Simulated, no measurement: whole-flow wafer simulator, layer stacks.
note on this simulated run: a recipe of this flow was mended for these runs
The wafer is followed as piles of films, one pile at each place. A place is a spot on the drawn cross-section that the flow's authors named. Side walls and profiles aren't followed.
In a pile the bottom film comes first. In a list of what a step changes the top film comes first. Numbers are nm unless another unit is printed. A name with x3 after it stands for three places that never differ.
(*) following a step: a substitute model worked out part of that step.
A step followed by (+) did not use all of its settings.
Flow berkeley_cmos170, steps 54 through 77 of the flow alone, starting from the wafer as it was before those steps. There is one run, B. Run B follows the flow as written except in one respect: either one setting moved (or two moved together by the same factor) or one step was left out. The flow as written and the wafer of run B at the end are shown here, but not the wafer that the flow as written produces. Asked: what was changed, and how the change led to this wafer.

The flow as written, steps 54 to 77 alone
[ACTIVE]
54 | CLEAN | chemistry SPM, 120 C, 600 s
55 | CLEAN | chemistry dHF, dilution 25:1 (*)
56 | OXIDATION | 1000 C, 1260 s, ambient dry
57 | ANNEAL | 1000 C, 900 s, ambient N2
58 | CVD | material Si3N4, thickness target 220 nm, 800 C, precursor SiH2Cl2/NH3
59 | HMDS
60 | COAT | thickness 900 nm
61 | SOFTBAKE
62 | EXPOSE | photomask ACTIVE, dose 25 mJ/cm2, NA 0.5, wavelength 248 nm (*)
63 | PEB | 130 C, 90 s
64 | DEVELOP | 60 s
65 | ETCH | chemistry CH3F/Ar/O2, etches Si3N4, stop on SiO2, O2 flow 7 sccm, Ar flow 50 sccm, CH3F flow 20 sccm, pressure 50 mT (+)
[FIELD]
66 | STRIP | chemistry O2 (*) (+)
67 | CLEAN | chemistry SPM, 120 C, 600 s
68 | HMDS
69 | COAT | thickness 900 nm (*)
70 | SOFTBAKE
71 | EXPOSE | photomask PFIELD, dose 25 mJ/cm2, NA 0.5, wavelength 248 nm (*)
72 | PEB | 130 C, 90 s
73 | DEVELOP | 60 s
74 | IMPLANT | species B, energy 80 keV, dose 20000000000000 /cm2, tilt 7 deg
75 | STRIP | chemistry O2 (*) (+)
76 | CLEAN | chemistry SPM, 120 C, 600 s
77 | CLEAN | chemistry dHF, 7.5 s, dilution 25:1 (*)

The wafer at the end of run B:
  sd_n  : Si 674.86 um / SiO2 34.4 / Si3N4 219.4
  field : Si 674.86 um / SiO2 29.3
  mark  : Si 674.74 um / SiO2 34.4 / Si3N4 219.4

The reason: step 56, OXIDATION: 1030 C was run, though the flow has 1000 C.

Step by step, how the change led to this:
  56 | OXIDATION | 1000 C, 1260 s, ambient dry
      field, mark, sd_n and 10 more: +34.4 SiO2 (new film), -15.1 Si (in the flow as written it would be: +26.6 SiO2 (new film), -11.7 Si)
